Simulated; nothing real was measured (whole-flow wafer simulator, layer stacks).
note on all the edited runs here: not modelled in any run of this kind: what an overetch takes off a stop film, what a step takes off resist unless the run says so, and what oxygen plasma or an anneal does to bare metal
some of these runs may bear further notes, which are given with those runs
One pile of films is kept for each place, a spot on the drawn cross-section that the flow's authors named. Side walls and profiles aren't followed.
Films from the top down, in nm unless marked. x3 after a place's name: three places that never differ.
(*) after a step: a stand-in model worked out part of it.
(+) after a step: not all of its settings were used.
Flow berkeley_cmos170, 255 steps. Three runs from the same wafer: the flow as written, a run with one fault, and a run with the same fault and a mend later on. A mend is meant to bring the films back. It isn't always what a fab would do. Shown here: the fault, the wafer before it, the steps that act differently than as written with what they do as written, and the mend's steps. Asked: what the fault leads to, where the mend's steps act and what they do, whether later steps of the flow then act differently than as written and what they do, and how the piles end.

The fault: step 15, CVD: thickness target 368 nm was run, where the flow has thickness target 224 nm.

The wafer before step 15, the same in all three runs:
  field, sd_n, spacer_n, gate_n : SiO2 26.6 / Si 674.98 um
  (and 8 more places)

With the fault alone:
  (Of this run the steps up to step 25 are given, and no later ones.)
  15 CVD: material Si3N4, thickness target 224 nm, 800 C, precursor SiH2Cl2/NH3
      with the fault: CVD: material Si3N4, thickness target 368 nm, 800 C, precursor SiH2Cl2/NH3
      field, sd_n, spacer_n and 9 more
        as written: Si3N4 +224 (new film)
        with the fault: Si3N4 +368 (new film)
  Later steps of the flow that act differently than as written:
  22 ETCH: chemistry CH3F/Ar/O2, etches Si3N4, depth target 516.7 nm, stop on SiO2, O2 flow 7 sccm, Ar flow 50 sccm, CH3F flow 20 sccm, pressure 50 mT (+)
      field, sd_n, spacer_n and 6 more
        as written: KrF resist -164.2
        with the fault: KrF resist -260.2
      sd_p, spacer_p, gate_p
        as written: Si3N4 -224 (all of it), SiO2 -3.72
        with the fault: Si3N4 -368 (all of it), SiO2 -3.72
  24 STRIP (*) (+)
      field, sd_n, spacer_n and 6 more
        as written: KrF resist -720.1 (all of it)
        with the fault: KrF resist -624.1 (all of it)
  After step 25 the piles differ from the flow's by more than 2% or 0.5 nm, whichever is larger, at field, sd_n, spacer_n and 6 more.
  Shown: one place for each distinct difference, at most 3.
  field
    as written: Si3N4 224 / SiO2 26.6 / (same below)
    with the fault: Si3N4 368 / SiO2 26.6 / (same below)

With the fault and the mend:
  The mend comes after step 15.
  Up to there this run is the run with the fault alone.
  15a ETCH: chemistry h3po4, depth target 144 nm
      field, sd_n, spacer_n and 9 more
        Si3N4 -144
  No later step of the flow acts differently than as written at any place that is followed.
  At the end the piles are the same as the flow's at every place that both follow.
